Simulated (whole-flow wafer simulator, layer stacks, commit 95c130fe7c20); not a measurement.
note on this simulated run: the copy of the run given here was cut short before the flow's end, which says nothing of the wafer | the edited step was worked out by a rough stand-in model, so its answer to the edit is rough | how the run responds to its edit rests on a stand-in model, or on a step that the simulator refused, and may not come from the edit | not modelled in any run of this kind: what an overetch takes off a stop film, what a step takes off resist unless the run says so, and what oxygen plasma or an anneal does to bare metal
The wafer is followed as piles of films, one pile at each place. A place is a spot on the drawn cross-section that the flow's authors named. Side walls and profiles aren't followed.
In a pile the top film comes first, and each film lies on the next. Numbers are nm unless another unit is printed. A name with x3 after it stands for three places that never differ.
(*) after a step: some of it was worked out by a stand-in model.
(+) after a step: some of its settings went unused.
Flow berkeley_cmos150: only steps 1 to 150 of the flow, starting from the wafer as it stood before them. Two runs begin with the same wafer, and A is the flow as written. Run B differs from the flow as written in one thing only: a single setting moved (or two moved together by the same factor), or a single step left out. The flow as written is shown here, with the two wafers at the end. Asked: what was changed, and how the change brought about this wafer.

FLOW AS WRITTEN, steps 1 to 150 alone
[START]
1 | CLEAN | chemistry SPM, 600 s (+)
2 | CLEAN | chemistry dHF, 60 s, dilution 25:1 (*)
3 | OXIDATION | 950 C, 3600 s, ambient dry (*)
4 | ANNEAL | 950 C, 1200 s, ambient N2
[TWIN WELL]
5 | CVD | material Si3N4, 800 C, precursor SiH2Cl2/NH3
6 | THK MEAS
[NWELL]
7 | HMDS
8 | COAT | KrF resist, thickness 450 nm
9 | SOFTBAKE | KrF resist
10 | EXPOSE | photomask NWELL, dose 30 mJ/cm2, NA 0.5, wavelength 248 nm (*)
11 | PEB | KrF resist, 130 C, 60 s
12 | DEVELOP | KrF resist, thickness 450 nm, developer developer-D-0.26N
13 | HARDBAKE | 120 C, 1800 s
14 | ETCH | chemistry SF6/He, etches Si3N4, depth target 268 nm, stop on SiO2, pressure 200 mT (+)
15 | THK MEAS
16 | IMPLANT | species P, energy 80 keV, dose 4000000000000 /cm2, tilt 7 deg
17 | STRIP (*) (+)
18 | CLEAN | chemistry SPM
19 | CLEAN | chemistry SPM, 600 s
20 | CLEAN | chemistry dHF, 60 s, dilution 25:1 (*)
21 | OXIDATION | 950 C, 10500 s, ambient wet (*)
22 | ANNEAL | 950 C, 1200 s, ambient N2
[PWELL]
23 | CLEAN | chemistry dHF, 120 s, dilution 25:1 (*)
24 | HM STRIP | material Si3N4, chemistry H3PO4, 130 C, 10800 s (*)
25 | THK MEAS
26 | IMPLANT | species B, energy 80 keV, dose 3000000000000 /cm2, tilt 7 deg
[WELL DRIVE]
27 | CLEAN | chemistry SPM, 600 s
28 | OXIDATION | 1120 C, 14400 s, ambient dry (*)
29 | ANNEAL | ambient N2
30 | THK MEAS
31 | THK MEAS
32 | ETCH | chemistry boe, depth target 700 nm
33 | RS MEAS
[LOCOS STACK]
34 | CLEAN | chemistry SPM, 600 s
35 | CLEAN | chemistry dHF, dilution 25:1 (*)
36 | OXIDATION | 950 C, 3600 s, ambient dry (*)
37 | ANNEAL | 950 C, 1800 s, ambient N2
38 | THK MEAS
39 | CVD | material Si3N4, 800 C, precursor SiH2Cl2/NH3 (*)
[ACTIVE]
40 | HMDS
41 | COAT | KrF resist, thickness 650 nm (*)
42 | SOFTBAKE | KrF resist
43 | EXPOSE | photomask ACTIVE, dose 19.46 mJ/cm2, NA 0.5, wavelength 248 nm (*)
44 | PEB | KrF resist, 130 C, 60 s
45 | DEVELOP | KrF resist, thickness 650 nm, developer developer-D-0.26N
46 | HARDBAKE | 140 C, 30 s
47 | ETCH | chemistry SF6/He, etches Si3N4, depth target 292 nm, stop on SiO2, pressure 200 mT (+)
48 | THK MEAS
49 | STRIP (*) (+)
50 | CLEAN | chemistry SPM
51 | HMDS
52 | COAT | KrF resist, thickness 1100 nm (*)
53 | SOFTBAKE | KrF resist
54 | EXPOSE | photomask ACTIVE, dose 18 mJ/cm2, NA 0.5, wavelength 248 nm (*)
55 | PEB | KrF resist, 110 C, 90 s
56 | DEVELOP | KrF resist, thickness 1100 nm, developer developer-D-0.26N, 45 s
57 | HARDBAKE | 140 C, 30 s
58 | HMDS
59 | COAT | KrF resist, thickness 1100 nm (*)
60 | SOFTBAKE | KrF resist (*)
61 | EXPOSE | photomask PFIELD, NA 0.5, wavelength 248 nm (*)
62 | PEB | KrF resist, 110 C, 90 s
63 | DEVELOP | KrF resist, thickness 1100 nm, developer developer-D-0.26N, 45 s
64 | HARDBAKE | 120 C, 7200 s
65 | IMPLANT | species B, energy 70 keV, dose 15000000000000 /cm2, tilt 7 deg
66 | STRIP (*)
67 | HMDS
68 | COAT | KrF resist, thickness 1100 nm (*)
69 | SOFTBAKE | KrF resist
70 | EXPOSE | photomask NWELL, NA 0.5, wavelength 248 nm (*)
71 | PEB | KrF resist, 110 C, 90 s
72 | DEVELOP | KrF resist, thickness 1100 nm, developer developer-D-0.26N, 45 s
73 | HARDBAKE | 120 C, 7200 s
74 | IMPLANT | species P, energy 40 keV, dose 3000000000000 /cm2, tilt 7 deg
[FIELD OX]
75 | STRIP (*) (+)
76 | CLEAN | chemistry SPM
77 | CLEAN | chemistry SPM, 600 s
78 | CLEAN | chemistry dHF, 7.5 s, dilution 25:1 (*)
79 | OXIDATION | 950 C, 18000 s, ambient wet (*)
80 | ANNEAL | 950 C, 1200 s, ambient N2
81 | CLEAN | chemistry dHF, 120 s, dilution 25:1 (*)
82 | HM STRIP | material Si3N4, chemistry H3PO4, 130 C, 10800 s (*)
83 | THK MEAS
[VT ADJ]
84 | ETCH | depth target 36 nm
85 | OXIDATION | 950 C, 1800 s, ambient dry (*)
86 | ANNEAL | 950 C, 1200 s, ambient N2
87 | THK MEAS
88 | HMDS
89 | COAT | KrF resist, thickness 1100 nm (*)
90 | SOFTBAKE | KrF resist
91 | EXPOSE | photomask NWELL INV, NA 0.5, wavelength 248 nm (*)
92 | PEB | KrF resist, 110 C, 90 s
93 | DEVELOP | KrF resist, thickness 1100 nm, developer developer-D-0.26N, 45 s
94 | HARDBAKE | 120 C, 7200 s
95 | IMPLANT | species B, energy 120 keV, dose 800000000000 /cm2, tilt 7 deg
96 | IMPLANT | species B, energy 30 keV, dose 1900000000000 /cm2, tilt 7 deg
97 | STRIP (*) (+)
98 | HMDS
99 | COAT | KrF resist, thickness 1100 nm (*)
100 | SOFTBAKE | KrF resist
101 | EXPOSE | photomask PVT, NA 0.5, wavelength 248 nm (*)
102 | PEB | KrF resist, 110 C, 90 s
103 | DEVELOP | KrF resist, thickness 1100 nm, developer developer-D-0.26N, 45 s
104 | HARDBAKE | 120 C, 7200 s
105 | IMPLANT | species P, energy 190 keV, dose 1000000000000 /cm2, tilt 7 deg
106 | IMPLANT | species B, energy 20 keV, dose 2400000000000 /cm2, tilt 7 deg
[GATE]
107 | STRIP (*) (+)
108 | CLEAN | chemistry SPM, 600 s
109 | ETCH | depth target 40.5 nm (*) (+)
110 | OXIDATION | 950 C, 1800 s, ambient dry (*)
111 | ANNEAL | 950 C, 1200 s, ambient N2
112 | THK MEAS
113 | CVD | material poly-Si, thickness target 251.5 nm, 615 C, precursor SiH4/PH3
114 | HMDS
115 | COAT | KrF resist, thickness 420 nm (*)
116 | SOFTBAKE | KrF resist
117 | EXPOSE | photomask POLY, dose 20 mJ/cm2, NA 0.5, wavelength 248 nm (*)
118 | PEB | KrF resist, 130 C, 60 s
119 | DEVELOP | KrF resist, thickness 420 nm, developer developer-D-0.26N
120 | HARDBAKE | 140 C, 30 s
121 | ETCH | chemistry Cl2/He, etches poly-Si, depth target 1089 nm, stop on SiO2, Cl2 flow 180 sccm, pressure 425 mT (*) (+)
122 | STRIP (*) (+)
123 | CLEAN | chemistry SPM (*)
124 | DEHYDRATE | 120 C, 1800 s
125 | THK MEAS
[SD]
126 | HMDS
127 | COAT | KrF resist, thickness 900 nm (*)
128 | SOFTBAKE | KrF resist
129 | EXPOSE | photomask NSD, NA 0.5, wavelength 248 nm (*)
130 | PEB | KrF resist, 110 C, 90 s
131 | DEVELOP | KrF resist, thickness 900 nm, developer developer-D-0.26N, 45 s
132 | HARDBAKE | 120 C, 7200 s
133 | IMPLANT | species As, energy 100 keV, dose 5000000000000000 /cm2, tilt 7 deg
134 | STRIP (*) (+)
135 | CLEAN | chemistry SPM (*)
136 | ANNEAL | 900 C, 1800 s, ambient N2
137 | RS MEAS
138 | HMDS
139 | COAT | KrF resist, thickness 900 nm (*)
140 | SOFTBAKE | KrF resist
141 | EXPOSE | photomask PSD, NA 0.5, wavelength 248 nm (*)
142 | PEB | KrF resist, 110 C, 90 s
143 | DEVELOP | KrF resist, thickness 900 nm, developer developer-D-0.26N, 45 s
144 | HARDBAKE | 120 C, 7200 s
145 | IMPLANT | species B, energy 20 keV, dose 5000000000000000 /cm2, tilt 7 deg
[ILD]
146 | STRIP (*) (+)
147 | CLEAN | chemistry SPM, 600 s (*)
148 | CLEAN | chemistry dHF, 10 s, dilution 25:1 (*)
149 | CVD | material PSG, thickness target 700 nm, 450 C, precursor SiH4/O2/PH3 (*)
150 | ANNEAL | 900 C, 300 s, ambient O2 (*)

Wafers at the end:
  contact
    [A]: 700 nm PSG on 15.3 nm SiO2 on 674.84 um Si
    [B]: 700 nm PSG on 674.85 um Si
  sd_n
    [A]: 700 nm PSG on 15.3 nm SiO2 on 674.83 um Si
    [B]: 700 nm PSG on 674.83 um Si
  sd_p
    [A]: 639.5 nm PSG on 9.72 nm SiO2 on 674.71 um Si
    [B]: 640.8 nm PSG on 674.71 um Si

Cause: step 110, OXIDATION: 808 C was run, whereas the flow has 950 C.

The path from the change to this, step by step:
  110 | OXIDATION | 950 C, 1800 s, ambient dry (*)
      sd_n, gate_n, sd_p, gate_p, contact, m1: A SiO2 gains 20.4 (new film), Si loses 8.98 | B SiO2 gains 4.91 (new film), Si loses 2.16
      field, field_p: A SiO2 gains 2.49, Si loses 1.09 | B SiO2 gains 0.19, Si loses 0.08
  148 | CLEAN | chemistry dHF, 10 s, dilution 25:1 (*)
      sd_n, contact: A SiO2 loses 1.92 | B SiO2 loses 1.72 (all of it)
      sd_p: A SiO2 loses 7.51 | B SiO2 loses 1.72 (all of it)
      (and at 1 other place as well)
